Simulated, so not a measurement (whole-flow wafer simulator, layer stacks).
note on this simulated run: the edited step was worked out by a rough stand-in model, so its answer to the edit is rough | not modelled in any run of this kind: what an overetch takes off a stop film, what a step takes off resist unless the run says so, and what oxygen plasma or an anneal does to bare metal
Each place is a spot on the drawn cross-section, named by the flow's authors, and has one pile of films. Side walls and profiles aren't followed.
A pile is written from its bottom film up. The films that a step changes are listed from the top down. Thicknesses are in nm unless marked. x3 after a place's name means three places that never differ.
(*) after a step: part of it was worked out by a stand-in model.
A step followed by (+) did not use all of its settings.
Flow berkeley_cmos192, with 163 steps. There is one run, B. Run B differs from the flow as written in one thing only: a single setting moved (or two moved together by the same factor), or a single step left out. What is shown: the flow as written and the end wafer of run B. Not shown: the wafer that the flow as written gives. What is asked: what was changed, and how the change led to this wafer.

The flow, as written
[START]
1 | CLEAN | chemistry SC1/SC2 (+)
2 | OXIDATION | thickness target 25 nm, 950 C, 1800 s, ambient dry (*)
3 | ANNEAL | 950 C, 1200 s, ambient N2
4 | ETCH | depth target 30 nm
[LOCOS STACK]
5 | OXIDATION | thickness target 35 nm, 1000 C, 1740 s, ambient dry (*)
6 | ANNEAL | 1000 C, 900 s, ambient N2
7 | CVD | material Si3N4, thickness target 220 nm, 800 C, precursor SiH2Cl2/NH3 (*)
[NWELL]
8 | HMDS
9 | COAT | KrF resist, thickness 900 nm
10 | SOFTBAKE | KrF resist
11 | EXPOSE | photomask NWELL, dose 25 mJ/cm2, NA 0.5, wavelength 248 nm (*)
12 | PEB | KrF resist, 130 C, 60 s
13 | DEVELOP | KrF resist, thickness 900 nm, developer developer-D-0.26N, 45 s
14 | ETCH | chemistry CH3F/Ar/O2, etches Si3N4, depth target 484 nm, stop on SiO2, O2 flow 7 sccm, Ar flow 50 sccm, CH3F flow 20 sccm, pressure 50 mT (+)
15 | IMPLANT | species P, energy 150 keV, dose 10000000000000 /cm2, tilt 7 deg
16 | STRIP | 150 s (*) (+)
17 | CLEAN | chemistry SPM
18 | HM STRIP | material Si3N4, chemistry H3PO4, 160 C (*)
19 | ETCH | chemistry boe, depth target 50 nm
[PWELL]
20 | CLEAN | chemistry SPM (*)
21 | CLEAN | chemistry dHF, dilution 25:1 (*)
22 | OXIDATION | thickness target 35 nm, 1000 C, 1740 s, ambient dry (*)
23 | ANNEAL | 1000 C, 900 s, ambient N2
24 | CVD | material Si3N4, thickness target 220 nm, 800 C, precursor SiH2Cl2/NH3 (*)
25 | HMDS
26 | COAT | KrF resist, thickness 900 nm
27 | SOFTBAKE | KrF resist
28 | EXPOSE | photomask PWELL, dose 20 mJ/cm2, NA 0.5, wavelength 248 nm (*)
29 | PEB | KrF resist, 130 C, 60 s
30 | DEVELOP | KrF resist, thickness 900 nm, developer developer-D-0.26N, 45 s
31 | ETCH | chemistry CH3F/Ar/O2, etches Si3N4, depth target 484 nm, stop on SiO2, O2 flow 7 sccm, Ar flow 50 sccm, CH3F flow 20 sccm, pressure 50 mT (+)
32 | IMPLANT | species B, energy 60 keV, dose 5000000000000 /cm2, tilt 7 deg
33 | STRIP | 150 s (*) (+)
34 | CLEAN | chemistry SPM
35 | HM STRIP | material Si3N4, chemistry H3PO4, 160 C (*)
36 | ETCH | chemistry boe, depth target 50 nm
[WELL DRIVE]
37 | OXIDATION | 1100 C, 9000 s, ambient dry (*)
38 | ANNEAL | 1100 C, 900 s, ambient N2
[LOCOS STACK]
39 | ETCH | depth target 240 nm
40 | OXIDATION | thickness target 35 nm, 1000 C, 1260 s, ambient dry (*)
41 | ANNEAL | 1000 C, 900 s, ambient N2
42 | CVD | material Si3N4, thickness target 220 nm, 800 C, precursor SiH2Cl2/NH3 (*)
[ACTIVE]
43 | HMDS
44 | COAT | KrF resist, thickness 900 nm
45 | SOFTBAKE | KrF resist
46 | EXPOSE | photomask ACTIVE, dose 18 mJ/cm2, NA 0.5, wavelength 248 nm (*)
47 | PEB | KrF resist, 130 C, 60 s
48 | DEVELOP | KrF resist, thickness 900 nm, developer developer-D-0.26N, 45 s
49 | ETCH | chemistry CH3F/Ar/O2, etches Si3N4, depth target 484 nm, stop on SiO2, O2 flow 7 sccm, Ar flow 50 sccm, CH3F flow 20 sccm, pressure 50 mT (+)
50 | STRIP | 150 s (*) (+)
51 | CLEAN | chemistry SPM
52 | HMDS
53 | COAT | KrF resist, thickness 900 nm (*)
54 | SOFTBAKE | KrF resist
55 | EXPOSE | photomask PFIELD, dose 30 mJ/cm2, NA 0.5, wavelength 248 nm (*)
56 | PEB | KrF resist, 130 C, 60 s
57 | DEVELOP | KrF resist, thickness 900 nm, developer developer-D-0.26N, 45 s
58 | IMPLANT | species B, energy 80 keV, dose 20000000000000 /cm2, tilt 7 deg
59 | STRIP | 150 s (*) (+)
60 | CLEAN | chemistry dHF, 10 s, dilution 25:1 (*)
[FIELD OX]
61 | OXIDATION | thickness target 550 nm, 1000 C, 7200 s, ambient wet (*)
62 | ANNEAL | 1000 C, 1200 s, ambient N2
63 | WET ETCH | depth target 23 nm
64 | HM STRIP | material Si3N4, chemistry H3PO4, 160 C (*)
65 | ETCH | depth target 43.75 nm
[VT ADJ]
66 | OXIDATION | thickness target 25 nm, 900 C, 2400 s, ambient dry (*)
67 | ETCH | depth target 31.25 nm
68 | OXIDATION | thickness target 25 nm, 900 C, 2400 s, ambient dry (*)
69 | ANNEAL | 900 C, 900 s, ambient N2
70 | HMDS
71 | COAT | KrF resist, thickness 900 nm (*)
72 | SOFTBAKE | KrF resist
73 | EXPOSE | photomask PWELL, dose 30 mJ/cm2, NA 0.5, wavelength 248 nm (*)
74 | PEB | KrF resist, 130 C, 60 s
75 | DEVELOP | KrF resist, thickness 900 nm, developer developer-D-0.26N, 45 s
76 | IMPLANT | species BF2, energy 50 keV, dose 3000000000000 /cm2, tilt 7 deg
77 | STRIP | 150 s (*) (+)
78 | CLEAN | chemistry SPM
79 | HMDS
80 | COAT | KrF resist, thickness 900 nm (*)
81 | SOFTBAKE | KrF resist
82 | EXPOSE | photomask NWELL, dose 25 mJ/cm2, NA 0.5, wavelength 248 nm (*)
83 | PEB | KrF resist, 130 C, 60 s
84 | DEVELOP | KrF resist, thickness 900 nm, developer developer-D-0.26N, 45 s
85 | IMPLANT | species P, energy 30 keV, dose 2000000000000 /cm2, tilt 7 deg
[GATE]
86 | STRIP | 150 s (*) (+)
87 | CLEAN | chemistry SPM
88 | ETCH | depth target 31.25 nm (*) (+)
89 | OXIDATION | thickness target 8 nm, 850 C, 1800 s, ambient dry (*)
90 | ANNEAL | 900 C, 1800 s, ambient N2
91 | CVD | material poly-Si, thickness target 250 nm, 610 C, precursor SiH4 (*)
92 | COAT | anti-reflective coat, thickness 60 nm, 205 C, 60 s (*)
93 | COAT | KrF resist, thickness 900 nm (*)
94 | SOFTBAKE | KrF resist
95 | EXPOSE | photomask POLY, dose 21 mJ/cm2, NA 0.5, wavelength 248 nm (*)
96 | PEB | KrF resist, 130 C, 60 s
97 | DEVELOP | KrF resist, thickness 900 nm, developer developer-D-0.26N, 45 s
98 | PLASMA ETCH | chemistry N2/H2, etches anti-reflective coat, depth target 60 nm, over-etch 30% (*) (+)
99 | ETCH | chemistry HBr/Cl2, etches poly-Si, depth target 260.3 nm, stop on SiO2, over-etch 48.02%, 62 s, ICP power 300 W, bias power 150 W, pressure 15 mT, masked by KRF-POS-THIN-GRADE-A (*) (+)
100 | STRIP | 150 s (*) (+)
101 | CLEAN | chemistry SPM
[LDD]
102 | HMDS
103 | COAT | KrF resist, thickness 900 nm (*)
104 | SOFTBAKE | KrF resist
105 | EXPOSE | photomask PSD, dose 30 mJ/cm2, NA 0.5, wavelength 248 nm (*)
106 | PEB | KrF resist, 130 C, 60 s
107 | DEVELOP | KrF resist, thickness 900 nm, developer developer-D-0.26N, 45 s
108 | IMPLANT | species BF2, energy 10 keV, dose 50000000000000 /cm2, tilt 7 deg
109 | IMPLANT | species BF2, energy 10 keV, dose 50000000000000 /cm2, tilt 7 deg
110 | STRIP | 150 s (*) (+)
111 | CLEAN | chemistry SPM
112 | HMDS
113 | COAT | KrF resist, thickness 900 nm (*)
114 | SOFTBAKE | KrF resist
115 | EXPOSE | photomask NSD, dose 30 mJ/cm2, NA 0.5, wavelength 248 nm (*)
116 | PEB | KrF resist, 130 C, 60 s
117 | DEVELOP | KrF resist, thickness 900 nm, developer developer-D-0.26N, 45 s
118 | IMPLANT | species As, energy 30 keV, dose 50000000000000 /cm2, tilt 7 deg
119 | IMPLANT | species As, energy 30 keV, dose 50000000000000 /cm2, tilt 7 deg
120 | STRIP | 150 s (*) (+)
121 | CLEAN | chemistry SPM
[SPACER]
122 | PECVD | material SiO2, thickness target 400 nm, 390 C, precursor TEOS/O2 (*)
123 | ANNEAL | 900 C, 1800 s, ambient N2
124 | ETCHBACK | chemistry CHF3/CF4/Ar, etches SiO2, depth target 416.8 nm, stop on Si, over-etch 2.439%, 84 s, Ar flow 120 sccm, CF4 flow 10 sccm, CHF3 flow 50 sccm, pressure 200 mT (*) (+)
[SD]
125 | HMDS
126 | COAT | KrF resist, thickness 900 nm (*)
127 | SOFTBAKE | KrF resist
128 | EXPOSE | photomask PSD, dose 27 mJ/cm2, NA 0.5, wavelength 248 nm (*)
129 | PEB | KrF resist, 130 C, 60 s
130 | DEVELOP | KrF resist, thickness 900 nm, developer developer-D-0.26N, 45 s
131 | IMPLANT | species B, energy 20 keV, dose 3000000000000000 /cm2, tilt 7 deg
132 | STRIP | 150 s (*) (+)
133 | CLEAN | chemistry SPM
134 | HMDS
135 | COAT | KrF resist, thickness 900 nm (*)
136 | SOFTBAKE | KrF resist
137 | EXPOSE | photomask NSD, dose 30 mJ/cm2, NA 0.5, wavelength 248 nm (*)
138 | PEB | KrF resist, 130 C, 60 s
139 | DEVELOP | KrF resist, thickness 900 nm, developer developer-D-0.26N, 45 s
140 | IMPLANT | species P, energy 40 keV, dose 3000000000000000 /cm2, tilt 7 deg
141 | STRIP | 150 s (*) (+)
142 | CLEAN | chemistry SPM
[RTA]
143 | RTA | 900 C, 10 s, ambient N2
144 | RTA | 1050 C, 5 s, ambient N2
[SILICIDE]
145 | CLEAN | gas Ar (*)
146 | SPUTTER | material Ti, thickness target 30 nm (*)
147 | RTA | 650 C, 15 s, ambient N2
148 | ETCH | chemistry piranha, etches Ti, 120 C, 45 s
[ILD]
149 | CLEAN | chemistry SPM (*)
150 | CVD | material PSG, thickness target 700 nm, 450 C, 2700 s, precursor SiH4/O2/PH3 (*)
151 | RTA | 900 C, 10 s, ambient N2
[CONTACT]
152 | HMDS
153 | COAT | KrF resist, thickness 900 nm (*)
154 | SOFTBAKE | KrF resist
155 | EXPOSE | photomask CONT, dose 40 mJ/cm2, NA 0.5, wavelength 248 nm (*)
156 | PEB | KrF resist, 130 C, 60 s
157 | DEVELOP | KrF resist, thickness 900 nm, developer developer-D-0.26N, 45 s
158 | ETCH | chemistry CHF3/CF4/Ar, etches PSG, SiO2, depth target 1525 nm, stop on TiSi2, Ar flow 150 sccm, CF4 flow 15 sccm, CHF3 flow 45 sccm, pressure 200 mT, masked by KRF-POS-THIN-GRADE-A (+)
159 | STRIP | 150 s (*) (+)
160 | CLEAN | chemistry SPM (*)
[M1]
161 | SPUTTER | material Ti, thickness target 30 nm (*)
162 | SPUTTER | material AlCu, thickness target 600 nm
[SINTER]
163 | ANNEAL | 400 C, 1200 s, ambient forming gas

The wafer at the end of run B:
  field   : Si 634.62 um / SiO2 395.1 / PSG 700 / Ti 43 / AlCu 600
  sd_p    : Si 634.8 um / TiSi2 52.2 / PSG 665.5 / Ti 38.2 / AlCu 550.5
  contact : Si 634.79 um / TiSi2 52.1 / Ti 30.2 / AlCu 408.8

The reason: step 161, SPUTTER: thickness target 43 nm was run, whereas the flow has thickness target 30 nm.
The wafer lets one read it off: field has Ti 43, and step 161 as written asks for 30 nm.

The path from the change to this, step by step:
  161 | SPUTTER | material Ti, thickness target 30 nm (*)
      field, sd_n, spacer_n, gate, spacer_p, gate_p, m1: +43 Ti (new film) (as written it would have been: +30 Ti (new film))
      sd_p: +38.2 Ti (new film) (as written it would have been: +26.6 Ti (new film))
      (also at 1 further place)
